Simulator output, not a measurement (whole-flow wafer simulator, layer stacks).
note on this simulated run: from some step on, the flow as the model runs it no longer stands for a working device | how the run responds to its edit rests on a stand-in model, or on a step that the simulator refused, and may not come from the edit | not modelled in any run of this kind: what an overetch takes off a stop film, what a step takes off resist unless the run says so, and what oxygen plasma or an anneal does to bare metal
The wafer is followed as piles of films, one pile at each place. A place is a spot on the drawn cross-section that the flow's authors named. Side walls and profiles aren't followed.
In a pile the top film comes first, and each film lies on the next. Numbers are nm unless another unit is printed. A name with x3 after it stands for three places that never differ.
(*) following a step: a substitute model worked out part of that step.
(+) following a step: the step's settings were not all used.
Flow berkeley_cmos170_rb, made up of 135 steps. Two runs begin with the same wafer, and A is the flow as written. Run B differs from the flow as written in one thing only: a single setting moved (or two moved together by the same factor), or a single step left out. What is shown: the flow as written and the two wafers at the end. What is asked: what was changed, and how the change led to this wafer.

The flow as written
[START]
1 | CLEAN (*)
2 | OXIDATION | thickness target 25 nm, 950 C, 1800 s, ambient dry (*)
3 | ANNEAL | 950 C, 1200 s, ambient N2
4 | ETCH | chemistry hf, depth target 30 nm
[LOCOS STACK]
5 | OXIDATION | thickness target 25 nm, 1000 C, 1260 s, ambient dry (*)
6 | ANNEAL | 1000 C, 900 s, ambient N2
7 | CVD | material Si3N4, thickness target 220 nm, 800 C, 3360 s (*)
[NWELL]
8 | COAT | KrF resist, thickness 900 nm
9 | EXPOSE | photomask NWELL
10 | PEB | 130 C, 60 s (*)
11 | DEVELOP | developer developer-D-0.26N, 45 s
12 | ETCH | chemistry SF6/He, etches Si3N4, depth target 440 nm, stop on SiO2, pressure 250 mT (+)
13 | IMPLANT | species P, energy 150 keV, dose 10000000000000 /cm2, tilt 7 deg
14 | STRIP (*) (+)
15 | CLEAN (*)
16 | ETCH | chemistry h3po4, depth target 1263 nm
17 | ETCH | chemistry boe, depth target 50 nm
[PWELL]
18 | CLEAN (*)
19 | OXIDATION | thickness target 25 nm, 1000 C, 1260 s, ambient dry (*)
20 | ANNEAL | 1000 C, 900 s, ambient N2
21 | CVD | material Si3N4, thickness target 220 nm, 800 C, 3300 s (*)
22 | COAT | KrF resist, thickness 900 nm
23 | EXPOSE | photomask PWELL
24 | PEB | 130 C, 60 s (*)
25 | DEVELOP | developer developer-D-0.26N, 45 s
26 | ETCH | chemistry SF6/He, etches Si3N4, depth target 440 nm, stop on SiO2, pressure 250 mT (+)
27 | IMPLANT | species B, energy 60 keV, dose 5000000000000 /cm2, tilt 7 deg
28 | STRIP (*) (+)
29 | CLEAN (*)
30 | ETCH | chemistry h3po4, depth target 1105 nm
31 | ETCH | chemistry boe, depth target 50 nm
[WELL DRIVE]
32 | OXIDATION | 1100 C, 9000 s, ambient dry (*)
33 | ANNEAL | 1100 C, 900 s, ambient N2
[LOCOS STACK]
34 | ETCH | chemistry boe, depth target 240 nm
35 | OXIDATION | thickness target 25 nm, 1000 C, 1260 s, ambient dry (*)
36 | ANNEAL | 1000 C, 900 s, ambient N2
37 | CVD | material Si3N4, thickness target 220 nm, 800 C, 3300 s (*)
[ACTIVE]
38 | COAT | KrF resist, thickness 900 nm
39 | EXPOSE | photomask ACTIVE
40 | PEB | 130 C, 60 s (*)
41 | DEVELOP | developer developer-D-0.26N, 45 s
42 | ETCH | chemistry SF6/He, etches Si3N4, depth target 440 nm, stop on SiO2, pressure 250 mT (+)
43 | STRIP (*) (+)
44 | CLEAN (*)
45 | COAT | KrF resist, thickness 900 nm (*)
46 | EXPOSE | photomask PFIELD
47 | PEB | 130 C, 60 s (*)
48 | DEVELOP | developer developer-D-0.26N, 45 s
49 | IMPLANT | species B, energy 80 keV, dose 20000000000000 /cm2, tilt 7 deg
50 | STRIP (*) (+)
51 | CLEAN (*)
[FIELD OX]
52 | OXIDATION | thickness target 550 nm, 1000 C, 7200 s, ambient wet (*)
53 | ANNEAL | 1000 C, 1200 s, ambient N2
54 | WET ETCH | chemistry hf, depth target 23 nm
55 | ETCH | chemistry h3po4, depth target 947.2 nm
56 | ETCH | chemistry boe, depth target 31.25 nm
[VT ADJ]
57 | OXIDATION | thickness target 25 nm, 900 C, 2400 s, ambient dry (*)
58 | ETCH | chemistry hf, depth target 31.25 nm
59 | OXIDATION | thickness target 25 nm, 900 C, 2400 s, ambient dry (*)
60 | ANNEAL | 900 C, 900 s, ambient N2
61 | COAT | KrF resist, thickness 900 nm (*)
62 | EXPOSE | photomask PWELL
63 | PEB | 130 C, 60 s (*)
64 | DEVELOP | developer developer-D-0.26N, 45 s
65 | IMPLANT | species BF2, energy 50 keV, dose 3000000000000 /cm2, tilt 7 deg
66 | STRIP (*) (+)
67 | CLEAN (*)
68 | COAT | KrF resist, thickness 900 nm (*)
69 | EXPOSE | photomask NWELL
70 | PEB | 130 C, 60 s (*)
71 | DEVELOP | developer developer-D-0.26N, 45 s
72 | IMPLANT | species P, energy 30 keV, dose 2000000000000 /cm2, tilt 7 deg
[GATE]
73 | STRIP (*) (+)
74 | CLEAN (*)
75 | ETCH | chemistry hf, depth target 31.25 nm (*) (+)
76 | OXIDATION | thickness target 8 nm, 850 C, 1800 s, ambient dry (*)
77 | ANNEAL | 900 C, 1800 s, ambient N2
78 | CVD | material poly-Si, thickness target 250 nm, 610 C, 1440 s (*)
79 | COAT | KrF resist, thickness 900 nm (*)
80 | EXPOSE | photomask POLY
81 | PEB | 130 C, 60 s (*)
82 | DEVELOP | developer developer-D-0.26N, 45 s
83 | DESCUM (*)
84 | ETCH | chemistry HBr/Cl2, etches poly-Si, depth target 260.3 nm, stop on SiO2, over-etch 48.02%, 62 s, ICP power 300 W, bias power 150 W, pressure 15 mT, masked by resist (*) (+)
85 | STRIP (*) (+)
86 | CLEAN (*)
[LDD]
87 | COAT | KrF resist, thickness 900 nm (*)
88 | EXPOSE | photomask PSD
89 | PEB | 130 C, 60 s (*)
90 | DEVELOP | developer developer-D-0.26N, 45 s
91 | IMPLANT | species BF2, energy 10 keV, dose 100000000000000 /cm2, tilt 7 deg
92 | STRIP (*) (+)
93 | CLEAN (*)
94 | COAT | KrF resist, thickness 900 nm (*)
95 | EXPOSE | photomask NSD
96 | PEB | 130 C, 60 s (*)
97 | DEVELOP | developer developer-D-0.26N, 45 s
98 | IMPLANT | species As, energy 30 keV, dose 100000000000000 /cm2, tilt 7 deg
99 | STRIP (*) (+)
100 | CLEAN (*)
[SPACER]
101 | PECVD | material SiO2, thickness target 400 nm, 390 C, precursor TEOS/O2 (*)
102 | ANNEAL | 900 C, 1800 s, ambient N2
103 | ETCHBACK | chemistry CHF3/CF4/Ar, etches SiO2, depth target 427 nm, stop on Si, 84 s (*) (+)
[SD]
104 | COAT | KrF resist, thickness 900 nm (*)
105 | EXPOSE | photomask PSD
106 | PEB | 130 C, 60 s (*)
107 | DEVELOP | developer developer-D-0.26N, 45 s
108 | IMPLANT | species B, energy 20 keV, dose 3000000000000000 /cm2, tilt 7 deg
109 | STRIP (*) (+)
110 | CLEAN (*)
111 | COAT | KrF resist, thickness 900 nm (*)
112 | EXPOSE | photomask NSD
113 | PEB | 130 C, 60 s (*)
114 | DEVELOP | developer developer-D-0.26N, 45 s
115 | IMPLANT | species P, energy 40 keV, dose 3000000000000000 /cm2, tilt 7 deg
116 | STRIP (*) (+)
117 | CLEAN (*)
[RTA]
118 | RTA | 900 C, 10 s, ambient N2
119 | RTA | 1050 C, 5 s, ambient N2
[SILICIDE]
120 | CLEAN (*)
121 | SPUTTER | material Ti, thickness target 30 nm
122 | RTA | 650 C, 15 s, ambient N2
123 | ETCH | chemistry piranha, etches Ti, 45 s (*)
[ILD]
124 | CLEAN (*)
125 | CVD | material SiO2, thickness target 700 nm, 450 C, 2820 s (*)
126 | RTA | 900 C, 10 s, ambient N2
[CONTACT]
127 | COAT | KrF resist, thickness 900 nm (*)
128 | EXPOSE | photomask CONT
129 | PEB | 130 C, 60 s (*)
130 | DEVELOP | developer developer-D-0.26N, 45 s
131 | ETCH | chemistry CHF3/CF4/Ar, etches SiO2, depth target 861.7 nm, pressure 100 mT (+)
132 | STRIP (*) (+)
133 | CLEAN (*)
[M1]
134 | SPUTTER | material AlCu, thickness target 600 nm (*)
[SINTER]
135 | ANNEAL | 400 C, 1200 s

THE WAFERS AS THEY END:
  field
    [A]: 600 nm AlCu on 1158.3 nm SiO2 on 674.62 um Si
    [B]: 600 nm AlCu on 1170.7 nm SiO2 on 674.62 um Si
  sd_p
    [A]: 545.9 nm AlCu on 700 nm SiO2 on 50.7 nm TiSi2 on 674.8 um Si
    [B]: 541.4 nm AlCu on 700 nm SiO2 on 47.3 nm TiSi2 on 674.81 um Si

Cause: step 58, ETCH: depth target 18.75 nm was run, while the flow as written has depth target 31.25 nm.

How this came from the change, step by step:
  58 | ETCH | chemistry hf, depth target 31.25 nm
      field: A SiO2 loses 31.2 | B SiO2 loses 18.8
  121 | SPUTTER | material Ti, thickness target 30 nm
      sd_p: A Ti gains 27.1 (new film) | B Ti gains 25.3 (new film)
  122 | RTA | 650 C, 15 s, ambient N2
      sd_p: A Ti loses 21.1, TiSi first gains 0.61 (new film), TiSi2 C49 gains 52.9 (new film), Si loses 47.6 | B Ti loses 19.8, TiSi2 C49 gains 50.3 (new film), Si loses 44.9
  126 | RTA | 900 C, 10 s, ambient N2
      sd_p: A under 1 film: TiSi2 gains 50.7 (new film), TiSi first loses 0.61 (all of it), TiSi2 C49 loses 52.9 (all of it), Si loses 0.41 | B under 1 film: TiSi2 gains 47.3 (new film), TiSi2 C49 loses 50.3 (all of it)
